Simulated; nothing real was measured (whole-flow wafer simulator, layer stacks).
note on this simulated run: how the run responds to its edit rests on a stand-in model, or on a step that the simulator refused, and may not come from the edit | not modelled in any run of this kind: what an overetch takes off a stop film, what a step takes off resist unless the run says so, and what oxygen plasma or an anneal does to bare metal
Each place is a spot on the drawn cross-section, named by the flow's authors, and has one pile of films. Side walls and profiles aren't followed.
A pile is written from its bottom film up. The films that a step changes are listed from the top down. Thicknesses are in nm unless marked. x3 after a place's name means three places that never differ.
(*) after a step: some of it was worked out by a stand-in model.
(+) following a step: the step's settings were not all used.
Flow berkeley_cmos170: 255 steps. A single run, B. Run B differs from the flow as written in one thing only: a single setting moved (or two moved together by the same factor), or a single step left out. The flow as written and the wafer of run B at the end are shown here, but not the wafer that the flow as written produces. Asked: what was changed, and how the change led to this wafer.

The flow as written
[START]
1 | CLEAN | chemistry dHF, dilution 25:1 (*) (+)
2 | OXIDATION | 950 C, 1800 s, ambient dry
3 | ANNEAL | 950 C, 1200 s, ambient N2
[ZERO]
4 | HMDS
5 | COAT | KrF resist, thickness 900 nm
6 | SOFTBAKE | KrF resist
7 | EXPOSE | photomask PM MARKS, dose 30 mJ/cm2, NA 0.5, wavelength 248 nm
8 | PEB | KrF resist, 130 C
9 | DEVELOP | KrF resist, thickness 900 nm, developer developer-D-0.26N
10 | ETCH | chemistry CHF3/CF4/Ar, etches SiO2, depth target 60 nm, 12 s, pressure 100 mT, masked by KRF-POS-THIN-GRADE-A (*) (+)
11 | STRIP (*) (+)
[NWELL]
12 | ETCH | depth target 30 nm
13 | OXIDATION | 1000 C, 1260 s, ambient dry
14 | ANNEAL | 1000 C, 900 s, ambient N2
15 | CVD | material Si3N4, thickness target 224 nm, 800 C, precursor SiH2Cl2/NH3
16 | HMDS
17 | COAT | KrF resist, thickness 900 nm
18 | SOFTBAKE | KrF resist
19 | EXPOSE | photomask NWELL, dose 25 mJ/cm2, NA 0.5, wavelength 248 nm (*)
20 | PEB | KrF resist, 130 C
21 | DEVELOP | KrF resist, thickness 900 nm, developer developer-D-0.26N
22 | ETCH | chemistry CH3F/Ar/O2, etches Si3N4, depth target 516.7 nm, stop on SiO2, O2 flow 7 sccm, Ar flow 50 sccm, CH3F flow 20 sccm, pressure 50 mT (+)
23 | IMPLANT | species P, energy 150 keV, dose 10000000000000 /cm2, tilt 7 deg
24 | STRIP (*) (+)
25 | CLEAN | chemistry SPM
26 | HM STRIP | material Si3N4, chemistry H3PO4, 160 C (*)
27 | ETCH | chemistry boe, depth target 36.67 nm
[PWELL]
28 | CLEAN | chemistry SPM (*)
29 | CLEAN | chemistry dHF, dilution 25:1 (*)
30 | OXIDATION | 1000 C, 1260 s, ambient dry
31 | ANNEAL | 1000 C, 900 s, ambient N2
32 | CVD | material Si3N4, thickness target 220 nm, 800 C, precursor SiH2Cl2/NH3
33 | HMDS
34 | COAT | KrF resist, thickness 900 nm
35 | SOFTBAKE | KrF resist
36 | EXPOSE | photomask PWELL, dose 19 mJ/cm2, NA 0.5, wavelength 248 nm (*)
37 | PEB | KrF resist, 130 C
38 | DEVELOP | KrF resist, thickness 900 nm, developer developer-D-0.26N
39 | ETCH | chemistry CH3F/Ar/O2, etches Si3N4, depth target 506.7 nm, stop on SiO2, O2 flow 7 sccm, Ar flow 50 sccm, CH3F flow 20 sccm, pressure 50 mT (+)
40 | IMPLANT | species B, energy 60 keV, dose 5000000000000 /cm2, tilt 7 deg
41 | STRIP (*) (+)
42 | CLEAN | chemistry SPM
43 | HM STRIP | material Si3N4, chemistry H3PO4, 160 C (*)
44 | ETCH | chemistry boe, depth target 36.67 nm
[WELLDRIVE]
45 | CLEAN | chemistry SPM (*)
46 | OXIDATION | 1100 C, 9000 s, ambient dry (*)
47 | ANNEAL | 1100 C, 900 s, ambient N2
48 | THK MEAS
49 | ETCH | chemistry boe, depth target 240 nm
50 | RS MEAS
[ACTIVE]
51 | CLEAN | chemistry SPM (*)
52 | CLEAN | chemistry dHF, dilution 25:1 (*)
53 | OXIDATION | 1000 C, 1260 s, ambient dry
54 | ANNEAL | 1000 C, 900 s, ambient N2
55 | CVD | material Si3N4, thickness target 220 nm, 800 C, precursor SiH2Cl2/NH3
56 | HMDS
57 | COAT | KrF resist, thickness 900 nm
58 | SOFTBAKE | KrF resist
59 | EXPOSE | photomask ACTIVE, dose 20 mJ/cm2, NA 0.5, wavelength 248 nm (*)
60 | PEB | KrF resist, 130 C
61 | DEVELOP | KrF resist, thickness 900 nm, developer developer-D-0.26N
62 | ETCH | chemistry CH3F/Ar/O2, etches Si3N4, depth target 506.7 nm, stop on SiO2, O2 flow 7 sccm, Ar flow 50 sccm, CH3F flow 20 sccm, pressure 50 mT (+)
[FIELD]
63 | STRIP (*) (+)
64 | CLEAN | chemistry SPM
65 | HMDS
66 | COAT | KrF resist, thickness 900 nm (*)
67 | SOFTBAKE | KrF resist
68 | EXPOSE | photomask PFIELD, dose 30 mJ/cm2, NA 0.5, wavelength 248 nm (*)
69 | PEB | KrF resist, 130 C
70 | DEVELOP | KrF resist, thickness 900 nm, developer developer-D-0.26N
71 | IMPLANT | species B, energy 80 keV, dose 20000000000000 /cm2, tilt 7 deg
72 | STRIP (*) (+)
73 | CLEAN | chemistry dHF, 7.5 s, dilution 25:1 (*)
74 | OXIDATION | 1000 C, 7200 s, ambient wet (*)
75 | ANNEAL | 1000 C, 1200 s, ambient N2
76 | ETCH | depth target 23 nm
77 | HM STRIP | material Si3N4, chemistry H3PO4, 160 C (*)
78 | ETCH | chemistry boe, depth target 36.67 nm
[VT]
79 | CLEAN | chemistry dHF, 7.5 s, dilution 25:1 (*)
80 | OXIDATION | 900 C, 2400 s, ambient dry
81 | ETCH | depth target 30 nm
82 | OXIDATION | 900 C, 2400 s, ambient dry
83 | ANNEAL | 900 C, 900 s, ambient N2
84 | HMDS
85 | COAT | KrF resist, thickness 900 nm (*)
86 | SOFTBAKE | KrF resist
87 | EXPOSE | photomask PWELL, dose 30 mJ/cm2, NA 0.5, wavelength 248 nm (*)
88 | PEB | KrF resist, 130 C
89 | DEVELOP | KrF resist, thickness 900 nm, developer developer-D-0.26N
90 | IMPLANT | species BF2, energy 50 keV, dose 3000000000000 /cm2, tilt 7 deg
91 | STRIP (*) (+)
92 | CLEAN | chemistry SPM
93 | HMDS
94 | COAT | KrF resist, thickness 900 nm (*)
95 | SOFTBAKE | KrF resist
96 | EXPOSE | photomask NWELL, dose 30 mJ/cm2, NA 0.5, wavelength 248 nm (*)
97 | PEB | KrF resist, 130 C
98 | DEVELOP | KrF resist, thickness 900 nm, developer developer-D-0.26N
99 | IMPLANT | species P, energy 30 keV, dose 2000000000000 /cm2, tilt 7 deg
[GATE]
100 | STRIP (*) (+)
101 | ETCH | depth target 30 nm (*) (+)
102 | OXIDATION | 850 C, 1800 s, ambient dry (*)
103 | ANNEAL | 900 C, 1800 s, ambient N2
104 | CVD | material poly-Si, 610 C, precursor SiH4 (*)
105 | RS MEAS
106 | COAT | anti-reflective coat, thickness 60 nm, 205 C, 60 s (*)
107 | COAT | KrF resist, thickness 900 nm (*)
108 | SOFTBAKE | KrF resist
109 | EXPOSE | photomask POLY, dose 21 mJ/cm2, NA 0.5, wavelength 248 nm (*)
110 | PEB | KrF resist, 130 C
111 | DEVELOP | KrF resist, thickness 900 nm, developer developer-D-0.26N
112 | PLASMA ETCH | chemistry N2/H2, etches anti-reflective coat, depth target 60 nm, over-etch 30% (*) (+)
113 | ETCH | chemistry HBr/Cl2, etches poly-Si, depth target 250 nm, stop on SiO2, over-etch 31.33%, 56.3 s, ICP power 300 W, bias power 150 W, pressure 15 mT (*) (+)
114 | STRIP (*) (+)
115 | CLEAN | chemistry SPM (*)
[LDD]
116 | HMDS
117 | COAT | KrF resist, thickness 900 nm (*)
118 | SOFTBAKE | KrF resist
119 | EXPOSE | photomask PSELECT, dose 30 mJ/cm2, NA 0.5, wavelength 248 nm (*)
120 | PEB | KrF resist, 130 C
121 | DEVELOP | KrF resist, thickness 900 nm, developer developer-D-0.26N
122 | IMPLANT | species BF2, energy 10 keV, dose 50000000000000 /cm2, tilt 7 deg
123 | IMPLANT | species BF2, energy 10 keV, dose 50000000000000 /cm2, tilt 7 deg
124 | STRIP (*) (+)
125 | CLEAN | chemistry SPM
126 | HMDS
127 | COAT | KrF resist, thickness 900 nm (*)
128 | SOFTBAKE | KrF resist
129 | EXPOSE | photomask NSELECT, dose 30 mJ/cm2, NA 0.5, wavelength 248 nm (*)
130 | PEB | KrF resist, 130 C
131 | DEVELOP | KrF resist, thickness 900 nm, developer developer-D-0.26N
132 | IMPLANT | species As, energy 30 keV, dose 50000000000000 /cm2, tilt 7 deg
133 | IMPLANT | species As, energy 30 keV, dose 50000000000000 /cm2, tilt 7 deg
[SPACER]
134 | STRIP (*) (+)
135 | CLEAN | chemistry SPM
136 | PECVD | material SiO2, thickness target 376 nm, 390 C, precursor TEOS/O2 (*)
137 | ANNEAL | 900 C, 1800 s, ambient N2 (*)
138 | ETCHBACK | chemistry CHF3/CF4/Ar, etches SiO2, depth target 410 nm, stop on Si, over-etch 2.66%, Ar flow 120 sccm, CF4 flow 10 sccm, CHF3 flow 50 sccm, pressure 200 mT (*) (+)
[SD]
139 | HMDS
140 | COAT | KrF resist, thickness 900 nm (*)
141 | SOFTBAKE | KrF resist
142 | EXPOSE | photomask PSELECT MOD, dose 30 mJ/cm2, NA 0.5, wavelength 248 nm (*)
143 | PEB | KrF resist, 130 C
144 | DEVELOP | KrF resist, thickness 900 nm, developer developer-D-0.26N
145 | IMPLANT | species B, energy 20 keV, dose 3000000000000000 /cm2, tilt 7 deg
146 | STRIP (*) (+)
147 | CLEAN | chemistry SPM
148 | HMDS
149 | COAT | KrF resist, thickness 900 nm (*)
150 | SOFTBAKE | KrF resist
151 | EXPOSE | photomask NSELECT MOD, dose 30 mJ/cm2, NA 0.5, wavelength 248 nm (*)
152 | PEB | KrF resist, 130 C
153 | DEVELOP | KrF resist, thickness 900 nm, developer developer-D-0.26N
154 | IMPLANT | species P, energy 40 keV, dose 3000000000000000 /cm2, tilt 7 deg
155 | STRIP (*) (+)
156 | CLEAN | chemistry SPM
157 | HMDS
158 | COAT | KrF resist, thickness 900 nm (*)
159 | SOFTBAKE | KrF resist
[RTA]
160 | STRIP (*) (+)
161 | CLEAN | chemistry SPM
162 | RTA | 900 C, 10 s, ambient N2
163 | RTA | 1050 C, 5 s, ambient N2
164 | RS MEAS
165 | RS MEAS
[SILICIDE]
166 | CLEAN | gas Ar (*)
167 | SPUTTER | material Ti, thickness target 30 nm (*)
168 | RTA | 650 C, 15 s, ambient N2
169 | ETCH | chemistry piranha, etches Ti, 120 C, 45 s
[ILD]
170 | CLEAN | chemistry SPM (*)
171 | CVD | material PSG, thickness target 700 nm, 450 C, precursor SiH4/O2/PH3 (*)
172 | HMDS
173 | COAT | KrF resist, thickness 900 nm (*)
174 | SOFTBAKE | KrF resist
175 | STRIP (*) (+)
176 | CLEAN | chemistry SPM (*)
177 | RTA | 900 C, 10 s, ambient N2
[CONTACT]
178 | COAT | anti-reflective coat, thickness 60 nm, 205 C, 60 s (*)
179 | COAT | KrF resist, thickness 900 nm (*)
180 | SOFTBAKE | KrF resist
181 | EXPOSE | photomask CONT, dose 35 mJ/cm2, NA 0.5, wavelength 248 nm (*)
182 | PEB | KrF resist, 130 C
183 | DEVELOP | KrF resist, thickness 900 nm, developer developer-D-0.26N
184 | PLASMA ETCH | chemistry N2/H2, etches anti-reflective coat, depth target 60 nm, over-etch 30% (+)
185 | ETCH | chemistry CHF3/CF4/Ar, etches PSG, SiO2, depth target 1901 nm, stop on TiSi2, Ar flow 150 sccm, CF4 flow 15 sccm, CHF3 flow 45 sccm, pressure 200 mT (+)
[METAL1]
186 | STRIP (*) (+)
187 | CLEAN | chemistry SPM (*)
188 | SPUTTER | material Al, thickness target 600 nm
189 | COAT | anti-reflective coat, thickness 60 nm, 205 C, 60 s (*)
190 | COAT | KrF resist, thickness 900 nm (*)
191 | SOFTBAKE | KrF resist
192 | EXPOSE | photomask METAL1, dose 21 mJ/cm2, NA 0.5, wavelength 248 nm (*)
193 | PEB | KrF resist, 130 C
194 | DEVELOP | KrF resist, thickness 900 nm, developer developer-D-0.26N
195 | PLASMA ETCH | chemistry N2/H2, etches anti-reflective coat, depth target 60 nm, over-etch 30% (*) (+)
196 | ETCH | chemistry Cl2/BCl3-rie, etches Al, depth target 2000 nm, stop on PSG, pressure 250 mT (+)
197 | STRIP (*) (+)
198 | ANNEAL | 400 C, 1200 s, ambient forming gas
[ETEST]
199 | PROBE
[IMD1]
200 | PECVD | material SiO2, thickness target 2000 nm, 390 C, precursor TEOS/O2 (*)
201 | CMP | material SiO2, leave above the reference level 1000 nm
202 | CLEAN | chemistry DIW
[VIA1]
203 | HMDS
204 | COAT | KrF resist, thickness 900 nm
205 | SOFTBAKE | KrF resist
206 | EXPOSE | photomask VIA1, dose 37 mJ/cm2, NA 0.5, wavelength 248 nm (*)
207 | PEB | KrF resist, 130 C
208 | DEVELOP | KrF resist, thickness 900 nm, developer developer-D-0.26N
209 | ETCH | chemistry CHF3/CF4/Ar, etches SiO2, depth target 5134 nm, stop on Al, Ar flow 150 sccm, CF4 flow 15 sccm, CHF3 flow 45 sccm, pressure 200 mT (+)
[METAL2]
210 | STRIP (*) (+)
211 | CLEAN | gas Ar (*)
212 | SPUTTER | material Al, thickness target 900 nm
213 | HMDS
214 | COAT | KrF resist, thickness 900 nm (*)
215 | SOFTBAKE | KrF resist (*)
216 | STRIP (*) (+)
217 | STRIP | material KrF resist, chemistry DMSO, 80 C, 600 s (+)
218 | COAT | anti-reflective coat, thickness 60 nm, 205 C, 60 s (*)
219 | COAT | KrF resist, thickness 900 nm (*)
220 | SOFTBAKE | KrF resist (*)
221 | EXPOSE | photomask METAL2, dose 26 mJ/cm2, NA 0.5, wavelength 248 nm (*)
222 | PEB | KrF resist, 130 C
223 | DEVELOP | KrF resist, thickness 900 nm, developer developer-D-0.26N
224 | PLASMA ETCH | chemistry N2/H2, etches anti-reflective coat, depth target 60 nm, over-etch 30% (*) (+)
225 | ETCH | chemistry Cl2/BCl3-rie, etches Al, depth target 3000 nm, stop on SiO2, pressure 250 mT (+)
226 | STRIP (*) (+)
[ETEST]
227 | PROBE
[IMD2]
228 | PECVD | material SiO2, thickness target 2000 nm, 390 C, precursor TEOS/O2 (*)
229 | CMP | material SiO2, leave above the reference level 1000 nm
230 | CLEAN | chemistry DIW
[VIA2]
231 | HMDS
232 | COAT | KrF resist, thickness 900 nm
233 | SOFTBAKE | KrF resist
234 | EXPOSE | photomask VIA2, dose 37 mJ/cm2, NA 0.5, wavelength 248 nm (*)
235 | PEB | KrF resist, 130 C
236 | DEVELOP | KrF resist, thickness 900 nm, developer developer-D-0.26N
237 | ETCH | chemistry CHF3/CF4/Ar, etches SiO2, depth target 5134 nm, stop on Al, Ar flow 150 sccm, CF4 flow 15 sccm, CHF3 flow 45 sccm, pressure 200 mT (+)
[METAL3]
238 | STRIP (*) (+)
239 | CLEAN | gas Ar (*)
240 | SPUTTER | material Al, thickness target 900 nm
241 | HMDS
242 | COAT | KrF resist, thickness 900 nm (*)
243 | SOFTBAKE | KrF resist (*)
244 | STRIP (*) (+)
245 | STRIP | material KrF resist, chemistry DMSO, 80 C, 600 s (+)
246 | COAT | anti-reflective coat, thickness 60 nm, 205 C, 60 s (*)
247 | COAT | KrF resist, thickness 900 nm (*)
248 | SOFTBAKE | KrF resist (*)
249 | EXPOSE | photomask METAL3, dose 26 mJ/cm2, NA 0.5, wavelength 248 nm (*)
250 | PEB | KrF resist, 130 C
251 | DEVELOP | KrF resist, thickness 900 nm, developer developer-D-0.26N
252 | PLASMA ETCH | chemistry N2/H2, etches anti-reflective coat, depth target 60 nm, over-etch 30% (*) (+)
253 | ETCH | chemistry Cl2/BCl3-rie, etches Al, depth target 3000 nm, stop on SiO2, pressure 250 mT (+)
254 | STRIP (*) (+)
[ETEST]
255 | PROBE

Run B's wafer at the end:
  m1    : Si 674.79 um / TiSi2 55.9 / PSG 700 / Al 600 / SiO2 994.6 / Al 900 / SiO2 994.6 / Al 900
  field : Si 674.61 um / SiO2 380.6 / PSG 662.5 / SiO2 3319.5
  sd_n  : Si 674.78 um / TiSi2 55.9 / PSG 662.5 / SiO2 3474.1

What caused this: step 13, OXIDATION: 1200 C was run, while the flow as written has 1000 C.

How this came from the change, step by step:
  13 | OXIDATION | 1000 C, 1260 s, ambient dry
      field, sd_n, spacer_n and 9 more: SiO2 gains 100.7 (new film), Si loses 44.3 (it would be, as written: SiO2 gains 26.6 (new film), Si loses 11.7)
  27 | ETCH | chemistry boe, depth target 36.67 nm
      field, sd_n, spacer_n and 6 more: SiO2 loses 36.7 (it would be, as written: SiO2 loses 24.5 (all of it))
      sd_p, spacer_p, gate_p: SiO2 loses 36.7 (it would be, as written: SiO2 loses 13.5 (all of it))
  28 | CLEAN | chemistry SPM (*)
      field, sd_n, spacer_n and 9 more: nothing (it would be, as written: chemical SiO2 gains 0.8 (new film), Si loses 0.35)
  29 | CLEAN | chemistry dHF, dilution 25:1 (*)
      field, sd_n, spacer_n and 9 more: nothing (it would be, as written: chemical SiO2 loses 0.8 (all of it))
  30 | OXIDATION | 1000 C, 1260 s, ambient dry
      field, sd_n, spacer_n and 6 more: SiO2 gains 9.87, Si loses 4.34 (it would be, as written: SiO2 gains 26.6 (new film), Si loses 11.7)
      sd_p, spacer_p, gate_p: SiO2 gains 10.5, Si loses 4.61 (it would be, as written: SiO2 gains 26.6 (new film), Si loses 11.7)
  44 | ETCH | chemistry boe, depth target 36.67 nm
      sd_p, spacer_p, gate_p, m1, via1, m2, via2: SiO2 loses 36.7 (it would be, as written: SiO2 loses 24.5 (all of it))
      field, sd_n, spacer_n, gate_n, contact: SiO2 loses 36.7 (it would be, as written: SiO2 loses 13.7 (all of it))
  45 | CLEAN | chemistry SPM (*)
      field, sd_n, spacer_n and 9 more: nothing (it would be, as written: chemical SiO2 gains 0.8 (new film), Si loses 0.35)
  46 | OXIDATION | 1100 C, 9000 s, ambient dry (*)
      field, sd_n, spacer_n, gate_n, contact: SiO2 gains 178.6, Si loses 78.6 (it would be, as written: SiO2 gains 197.7 (new film), chemical SiO2 loses 0.8 (all of it), Si loses 86.6)
      m1, via1, m2, via2: SiO2 gains 170.8, Si loses 75.1 (it would be, as written: SiO2 gains 197.7 (new film), chemical SiO2 loses 0.8 (all of it), Si loses 86.6)
      (and at 3 other places as well)
  49 | ETCH | chemistry boe, depth target 240 nm
      m1, via1, m2, via2: SiO2 loses 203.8 (all of it) (it would be, as written: SiO2 loses 197.7 (all of it))
  201 | CMP | material SiO2, leave above the reference level 1000 nm
      contact: SiO2 loses 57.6 (it would be, as written: SiO2 loses 61.1)
